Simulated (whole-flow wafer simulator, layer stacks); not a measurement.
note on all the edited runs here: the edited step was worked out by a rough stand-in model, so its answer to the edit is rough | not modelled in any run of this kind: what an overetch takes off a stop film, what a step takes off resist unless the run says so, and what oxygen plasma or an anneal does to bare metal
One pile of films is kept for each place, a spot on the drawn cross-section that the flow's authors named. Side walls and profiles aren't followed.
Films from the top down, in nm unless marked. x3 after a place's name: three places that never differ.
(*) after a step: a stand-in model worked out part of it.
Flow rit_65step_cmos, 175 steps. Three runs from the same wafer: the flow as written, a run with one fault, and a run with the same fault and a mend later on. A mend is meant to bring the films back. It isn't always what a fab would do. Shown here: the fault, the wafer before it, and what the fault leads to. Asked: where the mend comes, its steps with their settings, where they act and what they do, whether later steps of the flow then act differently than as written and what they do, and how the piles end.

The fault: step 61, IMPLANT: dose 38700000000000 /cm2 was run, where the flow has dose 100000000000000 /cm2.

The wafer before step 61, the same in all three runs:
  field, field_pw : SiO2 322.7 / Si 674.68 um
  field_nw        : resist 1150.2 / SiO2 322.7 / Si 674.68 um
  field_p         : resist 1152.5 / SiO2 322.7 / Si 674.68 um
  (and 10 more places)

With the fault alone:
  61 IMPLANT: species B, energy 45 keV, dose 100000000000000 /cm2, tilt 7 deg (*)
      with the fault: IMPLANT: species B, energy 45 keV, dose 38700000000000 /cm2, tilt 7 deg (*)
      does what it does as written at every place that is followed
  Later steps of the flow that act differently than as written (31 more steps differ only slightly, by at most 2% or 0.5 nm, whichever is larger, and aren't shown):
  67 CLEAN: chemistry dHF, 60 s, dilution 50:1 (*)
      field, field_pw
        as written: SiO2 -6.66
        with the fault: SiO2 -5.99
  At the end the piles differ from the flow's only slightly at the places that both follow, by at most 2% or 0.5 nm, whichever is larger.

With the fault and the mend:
  The mend comes after step 61.
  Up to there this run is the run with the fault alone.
  61a IMPLANT: species B, energy 45 keV, dose 61300000000000 /cm2, tilt 7 deg (*) (the flow's step 61 once more, with other settings)
      changes no film at any place that is followed
  No later step of the flow acts differently than as written at any place that is followed.
  At the end the piles are the same as the flow's at every place that both follow.
